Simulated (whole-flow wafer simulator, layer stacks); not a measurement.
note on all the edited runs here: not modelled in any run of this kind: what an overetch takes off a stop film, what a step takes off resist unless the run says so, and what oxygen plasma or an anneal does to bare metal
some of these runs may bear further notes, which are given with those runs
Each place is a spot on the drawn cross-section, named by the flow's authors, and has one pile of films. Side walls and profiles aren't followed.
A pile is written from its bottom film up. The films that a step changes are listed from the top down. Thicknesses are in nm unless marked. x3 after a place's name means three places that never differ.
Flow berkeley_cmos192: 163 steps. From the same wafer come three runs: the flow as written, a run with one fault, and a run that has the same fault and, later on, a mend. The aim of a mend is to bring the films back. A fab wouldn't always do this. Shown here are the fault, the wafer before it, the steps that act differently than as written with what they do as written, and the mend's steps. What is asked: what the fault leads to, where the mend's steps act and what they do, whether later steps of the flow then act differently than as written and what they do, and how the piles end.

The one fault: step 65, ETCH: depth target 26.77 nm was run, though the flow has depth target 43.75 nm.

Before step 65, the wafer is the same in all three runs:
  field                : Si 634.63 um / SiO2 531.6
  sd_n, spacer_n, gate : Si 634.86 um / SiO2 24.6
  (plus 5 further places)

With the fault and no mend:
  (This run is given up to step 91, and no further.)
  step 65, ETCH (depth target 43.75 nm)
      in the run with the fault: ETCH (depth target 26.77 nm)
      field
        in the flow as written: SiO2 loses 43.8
        in the run with the fault: SiO2 loses 26.8
  Later steps of the flow up to step 91 that are run all act as written at every place that is followed, up to a difference of at most 2% or 0.5 nm, whichever is larger.
  After step 91, at field, the piles differ from the flow's by more than 2% or 0.5 nm, whichever is larger.
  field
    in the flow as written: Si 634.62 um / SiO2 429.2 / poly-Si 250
    in the run with the fault: Si 634.62 um / SiO2 446.1 / poly-Si 250

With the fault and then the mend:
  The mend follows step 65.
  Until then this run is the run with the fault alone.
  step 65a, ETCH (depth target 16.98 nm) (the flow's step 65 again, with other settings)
      field
        SiO2 loses 17
  Later steps of the flow that are run all act as written at every place that is followed, up to a difference of at most 2% or 0.5 nm, whichever is larger.
  By the end, the piles equal the flow's at every place that both follow.
